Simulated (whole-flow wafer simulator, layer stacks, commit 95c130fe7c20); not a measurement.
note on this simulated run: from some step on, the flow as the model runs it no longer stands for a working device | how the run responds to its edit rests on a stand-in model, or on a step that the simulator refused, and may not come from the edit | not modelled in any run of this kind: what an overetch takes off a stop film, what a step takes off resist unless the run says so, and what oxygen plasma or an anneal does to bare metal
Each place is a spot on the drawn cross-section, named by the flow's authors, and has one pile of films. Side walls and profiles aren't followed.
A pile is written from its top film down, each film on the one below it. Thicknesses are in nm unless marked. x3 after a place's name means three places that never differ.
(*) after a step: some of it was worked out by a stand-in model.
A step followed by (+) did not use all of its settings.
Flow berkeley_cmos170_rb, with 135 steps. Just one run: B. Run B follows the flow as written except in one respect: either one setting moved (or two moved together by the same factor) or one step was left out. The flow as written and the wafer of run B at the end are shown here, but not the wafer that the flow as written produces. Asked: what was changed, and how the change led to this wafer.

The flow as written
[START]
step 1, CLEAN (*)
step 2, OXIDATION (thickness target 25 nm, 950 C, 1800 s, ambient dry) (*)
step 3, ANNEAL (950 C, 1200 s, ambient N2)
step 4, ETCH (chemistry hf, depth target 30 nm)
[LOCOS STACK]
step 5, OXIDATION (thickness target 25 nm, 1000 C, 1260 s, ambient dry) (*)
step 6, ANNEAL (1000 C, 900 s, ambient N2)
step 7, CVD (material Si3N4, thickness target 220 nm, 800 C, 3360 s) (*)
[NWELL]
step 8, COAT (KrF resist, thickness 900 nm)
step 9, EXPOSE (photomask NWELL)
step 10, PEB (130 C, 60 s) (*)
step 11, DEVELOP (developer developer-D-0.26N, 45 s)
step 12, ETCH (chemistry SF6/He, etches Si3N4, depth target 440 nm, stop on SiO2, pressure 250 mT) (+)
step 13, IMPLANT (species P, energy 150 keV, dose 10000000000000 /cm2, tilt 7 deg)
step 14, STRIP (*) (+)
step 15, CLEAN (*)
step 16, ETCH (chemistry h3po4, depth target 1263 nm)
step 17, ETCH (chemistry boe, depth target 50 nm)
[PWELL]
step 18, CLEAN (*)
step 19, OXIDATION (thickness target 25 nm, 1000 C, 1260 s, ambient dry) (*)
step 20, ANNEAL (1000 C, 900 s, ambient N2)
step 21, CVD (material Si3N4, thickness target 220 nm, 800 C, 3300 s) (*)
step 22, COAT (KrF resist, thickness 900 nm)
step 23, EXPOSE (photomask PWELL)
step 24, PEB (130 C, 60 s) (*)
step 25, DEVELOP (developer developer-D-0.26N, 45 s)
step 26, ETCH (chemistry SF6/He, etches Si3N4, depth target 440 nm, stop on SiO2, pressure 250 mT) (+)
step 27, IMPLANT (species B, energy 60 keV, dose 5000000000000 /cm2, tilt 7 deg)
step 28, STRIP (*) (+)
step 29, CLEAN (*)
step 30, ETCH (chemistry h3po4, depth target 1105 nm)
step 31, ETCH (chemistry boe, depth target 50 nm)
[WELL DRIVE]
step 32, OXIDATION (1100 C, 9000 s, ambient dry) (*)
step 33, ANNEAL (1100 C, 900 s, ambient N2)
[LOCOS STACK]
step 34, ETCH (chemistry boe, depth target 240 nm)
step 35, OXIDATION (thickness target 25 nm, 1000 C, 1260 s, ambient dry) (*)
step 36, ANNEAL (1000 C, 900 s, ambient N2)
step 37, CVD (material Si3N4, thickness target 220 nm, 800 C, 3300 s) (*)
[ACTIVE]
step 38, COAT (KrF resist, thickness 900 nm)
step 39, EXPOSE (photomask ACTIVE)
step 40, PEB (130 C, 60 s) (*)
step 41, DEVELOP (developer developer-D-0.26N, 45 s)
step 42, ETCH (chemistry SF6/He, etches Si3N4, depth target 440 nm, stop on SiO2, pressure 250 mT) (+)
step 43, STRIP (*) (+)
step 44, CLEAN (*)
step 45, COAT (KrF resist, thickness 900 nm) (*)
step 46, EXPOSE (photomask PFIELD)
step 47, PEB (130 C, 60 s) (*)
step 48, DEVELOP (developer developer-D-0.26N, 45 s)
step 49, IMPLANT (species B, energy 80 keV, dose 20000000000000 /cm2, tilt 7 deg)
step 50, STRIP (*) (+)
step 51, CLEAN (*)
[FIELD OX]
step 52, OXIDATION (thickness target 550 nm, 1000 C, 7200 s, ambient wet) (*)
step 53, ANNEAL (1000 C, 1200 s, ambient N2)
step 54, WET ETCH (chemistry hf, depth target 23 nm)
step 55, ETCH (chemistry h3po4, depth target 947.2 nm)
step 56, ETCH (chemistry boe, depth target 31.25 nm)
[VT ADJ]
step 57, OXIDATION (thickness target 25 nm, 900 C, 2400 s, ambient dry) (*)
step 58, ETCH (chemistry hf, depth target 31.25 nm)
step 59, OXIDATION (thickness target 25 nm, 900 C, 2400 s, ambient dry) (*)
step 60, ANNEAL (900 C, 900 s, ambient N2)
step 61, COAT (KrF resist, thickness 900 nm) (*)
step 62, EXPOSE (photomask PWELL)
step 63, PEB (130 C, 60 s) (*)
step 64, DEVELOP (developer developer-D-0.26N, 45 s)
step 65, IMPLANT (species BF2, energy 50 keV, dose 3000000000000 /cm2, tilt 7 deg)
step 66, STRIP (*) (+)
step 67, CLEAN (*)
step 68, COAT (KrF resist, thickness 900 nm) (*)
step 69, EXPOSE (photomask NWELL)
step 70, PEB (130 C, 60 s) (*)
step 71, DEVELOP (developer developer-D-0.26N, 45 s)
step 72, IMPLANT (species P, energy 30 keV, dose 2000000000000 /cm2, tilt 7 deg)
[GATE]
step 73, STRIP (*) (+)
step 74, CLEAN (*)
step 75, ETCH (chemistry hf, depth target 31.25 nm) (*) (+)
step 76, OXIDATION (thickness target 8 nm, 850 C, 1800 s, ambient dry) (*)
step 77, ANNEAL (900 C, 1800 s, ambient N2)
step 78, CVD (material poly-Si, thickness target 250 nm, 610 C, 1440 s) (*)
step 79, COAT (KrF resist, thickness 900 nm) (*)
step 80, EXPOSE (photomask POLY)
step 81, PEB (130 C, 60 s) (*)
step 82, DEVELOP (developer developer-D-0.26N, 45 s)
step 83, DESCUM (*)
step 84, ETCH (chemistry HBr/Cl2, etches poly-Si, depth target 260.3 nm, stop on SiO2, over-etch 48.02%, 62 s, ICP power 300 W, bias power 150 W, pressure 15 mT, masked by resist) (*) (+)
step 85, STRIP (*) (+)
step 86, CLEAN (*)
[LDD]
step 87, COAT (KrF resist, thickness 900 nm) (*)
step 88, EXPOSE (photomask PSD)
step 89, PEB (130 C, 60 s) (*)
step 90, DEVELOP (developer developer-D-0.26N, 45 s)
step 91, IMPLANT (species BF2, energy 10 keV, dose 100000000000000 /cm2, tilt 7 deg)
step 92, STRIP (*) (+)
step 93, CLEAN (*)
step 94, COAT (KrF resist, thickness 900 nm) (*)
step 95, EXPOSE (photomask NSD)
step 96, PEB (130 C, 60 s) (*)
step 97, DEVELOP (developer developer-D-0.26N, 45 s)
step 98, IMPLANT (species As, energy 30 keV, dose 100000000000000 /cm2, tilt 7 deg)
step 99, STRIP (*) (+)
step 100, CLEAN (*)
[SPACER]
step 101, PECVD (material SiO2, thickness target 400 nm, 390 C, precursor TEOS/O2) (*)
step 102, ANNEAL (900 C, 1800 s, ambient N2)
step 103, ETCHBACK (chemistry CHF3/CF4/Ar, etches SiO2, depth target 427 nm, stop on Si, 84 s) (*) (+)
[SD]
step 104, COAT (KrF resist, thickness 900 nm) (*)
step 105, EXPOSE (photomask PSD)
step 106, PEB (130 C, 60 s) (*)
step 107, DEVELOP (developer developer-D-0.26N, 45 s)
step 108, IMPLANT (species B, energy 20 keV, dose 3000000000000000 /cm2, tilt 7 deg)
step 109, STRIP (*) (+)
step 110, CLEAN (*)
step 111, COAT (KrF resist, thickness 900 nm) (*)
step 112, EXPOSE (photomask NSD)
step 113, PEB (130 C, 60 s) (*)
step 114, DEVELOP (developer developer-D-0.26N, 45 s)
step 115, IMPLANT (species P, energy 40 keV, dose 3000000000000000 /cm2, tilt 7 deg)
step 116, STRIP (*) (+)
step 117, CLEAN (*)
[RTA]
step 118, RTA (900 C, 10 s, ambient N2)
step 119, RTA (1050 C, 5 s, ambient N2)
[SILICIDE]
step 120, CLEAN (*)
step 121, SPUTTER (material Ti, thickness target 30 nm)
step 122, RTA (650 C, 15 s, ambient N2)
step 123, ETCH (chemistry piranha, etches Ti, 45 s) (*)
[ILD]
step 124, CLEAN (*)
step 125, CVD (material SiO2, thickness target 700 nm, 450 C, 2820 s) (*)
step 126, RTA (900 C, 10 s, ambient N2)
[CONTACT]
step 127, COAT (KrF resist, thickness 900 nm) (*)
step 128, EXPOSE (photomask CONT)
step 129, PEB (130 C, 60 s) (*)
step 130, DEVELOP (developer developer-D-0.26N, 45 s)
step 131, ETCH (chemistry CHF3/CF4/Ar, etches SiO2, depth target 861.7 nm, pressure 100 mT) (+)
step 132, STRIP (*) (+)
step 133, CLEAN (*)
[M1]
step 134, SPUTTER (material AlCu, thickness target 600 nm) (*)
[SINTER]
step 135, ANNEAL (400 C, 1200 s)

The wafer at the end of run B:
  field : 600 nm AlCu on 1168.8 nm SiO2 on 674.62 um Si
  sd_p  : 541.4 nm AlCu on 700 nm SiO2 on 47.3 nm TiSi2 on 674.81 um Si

What caused this: step 58, ETCH: depth target 20.69 nm was run, while the flow as written has depth target 31.25 nm.

Step by step, how the change led to this:
  step 58, ETCH (chemistry hf, depth target 31.25 nm)
      field: -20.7 SiO2 (as written it would have been: -31.2 SiO2)
  step 121, SPUTTER (material Ti, thickness target 30 nm)
      sd_p: +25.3 Ti (new film) (as written it would have been: +27.1 Ti (new film))
  step 122, RTA (650 C, 15 s, ambient N2)
      sd_p: -19.7 Ti, +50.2 TiSi2 C49 (new film), -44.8 Si (as written it would have been: -21.1 Ti, +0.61 TiSi first (new film), +52.9 TiSi2 C49 (new film), -47.6 Si)
  step 126, RTA (900 C, 10 s, ambient N2)
      sd_p: under 1 film: +47.3 TiSi2 (new film), -50.2 TiSi2 C49 (all of it) (as written it would have been: under 1 film: +50.7 TiSi2 (new film), -0.61 TiSi first (all of it), -52.9 TiSi2 C49 (all of it), -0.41 Si)
